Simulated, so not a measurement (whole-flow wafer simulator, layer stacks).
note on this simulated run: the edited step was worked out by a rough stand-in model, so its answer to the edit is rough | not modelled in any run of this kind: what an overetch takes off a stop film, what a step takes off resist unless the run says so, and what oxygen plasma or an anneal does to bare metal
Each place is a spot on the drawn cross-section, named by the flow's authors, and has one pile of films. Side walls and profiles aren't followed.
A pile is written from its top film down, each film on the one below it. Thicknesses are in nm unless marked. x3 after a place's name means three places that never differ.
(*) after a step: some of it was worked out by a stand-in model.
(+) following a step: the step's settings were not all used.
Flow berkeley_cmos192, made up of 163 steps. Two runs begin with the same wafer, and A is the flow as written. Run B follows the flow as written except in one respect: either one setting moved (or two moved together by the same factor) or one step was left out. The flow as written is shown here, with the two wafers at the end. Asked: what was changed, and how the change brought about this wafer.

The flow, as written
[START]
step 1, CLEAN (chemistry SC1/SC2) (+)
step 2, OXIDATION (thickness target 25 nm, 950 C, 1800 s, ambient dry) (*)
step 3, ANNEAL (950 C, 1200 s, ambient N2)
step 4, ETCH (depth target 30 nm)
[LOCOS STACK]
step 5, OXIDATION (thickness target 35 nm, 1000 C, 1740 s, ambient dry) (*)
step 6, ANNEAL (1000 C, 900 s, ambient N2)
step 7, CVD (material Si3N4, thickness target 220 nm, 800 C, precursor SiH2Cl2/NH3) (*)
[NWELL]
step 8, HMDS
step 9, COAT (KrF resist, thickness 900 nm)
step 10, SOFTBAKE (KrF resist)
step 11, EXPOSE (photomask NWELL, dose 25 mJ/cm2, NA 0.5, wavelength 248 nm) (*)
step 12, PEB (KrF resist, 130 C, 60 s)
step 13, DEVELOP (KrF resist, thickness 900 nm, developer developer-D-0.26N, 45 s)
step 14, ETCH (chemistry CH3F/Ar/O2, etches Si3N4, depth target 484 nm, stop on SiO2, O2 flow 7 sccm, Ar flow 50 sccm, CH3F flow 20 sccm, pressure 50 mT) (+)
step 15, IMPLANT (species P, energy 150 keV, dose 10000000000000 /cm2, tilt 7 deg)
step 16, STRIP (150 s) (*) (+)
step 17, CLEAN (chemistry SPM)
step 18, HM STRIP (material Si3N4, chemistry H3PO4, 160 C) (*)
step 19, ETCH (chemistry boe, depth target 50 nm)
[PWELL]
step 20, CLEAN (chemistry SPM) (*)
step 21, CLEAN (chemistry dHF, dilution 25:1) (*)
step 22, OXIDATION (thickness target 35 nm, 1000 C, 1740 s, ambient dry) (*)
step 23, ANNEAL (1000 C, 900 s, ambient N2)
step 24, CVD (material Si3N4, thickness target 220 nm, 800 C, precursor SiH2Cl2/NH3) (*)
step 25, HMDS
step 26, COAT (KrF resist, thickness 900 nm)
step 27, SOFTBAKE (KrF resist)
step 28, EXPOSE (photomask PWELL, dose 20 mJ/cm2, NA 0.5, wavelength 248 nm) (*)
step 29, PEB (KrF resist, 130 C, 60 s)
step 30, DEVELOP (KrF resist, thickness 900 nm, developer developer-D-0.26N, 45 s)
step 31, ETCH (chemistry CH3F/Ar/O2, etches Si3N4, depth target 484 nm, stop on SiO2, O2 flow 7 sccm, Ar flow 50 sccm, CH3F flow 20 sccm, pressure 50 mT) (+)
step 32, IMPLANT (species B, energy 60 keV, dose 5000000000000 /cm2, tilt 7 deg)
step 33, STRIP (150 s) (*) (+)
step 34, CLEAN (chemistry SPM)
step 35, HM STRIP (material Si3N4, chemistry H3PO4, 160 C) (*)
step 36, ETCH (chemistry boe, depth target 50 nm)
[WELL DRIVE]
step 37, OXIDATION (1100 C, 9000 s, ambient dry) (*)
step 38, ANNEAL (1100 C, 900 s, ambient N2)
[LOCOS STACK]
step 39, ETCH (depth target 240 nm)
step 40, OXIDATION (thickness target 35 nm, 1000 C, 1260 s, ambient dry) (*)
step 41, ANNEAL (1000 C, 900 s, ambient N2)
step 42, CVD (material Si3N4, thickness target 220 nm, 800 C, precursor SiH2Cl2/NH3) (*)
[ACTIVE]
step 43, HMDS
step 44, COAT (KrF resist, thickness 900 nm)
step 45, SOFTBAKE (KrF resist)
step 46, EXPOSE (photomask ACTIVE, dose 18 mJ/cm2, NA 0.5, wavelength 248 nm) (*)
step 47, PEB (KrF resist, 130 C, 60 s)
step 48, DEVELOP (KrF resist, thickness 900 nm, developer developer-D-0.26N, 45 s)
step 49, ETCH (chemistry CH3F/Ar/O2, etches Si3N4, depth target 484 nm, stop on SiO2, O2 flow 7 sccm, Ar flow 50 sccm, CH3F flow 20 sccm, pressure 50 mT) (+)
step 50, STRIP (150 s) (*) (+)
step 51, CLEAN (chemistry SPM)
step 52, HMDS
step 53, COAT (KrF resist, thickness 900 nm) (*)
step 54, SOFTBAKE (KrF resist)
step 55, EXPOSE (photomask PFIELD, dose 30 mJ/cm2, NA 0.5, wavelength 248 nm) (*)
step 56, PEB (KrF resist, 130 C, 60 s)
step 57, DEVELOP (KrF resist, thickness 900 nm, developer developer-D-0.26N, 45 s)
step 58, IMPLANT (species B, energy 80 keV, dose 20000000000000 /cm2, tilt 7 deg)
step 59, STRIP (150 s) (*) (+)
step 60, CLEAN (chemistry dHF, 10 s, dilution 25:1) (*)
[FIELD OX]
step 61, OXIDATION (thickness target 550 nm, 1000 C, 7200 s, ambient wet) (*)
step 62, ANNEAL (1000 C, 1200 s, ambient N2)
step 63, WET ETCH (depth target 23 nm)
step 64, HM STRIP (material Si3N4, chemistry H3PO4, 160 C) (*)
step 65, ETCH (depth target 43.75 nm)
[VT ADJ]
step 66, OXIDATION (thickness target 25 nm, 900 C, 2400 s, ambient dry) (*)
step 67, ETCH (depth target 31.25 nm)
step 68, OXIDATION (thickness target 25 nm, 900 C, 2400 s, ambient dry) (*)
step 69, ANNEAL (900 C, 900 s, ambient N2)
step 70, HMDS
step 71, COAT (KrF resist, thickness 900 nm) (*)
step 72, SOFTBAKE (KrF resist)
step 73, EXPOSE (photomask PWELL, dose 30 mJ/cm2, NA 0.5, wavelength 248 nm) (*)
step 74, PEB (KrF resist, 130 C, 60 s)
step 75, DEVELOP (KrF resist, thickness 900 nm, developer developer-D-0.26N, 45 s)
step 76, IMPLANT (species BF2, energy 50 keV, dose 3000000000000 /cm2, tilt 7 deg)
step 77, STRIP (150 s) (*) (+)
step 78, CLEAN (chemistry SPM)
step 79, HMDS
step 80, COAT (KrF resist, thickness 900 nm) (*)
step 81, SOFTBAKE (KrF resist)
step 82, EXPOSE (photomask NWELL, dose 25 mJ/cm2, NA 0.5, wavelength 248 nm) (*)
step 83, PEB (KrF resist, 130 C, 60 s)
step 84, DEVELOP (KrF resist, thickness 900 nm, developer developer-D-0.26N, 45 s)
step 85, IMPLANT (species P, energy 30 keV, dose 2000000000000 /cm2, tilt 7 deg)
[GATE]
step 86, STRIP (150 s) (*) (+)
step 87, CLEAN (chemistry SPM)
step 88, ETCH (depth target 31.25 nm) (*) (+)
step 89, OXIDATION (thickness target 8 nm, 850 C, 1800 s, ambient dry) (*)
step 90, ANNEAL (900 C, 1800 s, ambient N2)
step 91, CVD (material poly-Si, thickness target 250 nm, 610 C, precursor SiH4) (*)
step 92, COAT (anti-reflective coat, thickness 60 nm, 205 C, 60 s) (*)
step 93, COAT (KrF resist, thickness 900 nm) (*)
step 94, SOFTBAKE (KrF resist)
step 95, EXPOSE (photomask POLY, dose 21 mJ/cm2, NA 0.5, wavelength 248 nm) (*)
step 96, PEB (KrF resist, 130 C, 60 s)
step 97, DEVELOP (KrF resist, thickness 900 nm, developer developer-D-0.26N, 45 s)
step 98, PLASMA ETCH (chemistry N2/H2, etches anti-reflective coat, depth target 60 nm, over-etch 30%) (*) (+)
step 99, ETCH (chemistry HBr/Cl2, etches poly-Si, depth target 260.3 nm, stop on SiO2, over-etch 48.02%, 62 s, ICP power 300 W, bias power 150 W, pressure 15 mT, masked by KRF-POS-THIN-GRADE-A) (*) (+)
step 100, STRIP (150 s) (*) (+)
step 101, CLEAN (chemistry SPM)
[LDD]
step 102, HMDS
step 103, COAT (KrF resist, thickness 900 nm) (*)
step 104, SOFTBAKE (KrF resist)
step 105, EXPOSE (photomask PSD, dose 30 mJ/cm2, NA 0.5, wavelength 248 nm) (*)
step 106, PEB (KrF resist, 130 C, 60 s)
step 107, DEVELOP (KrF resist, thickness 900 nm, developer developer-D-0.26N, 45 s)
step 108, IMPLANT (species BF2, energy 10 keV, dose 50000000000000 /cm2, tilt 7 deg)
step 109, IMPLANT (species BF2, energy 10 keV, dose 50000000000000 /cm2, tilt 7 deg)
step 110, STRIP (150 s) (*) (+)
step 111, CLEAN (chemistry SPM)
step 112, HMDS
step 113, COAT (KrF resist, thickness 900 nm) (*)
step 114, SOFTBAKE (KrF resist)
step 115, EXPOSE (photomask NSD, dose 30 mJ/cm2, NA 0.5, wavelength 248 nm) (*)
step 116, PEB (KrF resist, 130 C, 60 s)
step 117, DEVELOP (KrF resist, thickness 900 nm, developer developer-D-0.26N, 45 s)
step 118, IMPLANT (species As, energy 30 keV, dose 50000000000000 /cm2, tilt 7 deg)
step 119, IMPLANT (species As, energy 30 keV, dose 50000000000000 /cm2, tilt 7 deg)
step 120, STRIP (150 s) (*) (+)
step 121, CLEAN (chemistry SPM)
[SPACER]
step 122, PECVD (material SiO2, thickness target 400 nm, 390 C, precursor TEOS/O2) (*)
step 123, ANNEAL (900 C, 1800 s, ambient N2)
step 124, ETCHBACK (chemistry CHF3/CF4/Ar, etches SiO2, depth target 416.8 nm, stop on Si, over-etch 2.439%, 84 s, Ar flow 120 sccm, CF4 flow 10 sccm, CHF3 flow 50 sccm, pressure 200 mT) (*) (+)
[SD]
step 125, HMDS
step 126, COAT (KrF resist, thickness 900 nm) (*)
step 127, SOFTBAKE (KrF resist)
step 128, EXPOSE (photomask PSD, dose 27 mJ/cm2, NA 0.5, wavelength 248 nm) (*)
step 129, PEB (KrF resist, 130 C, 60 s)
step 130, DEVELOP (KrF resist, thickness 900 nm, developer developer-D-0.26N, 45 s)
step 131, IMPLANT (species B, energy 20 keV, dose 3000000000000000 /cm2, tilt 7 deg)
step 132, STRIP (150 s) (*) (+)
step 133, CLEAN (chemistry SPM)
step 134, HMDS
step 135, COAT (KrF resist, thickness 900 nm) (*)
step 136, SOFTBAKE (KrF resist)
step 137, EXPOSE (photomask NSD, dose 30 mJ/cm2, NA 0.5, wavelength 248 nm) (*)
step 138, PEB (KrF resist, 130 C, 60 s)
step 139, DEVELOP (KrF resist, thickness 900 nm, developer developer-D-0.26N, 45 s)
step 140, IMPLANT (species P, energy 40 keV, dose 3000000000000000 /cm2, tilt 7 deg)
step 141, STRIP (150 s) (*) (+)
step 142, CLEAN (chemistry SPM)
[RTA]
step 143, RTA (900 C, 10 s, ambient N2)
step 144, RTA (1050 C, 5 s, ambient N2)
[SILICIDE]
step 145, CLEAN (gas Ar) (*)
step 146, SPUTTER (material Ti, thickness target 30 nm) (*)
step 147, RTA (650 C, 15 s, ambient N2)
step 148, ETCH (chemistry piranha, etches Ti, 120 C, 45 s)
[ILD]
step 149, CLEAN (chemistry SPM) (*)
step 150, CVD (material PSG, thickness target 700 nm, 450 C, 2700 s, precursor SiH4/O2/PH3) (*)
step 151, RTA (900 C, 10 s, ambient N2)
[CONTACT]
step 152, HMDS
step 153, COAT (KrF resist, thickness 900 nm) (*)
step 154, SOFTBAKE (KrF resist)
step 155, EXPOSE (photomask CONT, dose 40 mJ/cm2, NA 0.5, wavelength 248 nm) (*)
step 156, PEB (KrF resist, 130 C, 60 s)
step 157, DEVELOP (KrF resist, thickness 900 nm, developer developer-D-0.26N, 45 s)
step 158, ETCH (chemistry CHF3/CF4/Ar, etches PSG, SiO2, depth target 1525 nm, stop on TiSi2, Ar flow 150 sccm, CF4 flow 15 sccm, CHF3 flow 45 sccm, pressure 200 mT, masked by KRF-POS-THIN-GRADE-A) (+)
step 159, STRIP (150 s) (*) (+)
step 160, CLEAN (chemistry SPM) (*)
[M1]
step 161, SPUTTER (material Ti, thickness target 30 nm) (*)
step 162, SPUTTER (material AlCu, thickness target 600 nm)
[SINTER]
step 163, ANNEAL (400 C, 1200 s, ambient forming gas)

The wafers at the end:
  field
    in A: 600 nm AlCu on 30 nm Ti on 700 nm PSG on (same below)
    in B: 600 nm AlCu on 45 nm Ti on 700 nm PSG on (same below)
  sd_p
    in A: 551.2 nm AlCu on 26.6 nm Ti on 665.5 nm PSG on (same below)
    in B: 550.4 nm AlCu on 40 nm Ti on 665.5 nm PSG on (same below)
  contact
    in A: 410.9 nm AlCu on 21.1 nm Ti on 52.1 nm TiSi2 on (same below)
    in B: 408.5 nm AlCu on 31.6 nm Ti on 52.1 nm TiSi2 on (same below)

What caused this: step 161, SPUTTER: thickness target 45 nm was run, whereas the flow has thickness target 30 nm.
The wafer itself shows it: field has Ti 45, and step 161 as written asks for 30 nm.

The path from the change to this, step by step:
  step 161, SPUTTER (material Ti, thickness target 30 nm) (*)
      field, sd_n, spacer_n, gate, spacer_p, gate_p, m1: A Ti gains 30 (new film) | B Ti gains 45 (new film)
      sd_p: A Ti gains 26.6 (new film) | B Ti gains 40 (new film)
      (and at 1 other place as well)
